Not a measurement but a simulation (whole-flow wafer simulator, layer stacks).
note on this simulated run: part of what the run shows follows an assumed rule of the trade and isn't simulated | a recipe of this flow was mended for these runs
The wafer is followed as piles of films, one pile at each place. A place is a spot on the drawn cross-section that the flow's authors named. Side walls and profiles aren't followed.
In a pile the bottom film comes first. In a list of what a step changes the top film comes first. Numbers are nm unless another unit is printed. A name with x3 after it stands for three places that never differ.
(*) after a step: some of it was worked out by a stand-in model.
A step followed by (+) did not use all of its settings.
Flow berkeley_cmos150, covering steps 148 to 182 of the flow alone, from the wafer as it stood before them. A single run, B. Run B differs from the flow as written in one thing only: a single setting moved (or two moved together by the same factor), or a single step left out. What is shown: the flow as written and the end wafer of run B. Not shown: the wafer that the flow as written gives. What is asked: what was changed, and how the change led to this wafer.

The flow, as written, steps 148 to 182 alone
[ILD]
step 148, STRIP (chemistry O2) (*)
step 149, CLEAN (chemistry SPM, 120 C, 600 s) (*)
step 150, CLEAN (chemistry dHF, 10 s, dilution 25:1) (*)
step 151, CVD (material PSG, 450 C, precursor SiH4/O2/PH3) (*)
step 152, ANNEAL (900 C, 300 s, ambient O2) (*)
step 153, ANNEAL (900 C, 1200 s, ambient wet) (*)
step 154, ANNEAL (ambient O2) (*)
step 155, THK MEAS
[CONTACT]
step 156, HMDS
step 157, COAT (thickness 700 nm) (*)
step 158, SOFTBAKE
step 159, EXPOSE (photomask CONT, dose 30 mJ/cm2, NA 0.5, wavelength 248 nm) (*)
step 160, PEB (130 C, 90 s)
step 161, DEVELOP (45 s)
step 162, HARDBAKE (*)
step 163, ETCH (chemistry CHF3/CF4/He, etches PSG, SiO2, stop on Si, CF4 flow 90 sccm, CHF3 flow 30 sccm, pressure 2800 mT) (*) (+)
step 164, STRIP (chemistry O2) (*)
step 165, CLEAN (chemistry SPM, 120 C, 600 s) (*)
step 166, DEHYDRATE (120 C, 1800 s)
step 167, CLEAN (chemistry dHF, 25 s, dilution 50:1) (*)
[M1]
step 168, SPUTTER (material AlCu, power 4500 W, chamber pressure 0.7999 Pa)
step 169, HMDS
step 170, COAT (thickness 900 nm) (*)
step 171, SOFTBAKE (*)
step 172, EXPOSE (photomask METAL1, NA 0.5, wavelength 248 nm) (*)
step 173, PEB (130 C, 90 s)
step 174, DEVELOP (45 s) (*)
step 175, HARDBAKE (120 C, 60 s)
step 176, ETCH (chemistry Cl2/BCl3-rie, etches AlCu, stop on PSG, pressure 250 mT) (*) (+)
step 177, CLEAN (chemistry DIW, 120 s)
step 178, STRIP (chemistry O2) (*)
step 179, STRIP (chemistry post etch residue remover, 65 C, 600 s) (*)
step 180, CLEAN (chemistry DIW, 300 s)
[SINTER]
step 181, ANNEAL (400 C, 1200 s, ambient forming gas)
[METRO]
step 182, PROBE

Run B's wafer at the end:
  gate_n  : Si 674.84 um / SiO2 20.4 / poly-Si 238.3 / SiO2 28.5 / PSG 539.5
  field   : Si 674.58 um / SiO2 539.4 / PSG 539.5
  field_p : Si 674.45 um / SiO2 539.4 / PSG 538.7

The reason: step 151, CVD: 434 C was run, whereas the flow has 450 C.

The path from the change to this, step by step:
  step 151, CVD (material PSG, 450 C, precursor SiH4/O2/PH3) (*)
      field, field_p, sd_n, gate_n, gate_p, contact, m1: +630 PSG (new film) (in the flow as written it would be: +700 PSG (new film))
      sd_p: +577.4 PSG (new film) (in the flow as written it would be: +639.5 PSG (new film))
  step 153, ANNEAL (900 C, 1200 s, ambient wet) (*)
      sd_n, contact, m1: -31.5 PSG, +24 SiO2, -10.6 Si (in the flow as written it would be: -35 PSG, +22.8 SiO2, -10 Si)
      field, field_p: -31.5 PSG, +16.9 SiO2, -7.43 Si (in the flow as written it would be: -35 PSG, +16.3 SiO2, -7.15 Si)
      (as well as at 3 more places)
  step 163, ETCH (chemistry CHF3/CF4/He, etches PSG, SiO2, stop on Si, CF4 flow 90 sccm, CHF3 flow 30 sccm, pressure 2800 mT) (*) (+)
      field, field_p, sd_n, gate_n, sd_p, gate_p, m1: -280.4 KrF-resist (in the flow as written it would be: -303.7 KrF-resist)
      contact: -598.5 PSG (all of it), -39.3 SiO2 (all of it), -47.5 Si (in the flow as written it would be: -665 PSG (all of it), -38.1 SiO2 (all of it), -47.5 Si)
  step 164, STRIP (chemistry O2) (*)
      field: -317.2 KrF-resist (all of it) (in the flow as written it would be: -294.5 KrF-resist (all of it))
      field_p: -418.7 KrF-resist (all of it) (in the flow as written it would be: -397.1 KrF-resist (all of it))
      (as well as at 4 more places)
  step 168, SPUTTER (material AlCu, power 4500 W, chamber pressure 0.7999 Pa)
      contact: +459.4 AlCu (new film) (in the flow as written it would be: +443.6 AlCu (new film))
  step 170, COAT (thickness 900 nm) (*)
      contact: +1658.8 thick-KrF-resist (new film) (in the flow as written it would be: +1720.1 thick-KrF-resist (new film))
  step 175, HARDBAKE (120 C, 60 s)
      contact: -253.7 thick-KrF-resist (in the flow as written it would be: -263.1 thick-KrF-resist)
  step 178, STRIP (chemistry O2) (*)
      contact: -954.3 thick-KrF-resist (all of it) (in the flow as written it would be: -1006.2 thick-KrF-resist (all of it))
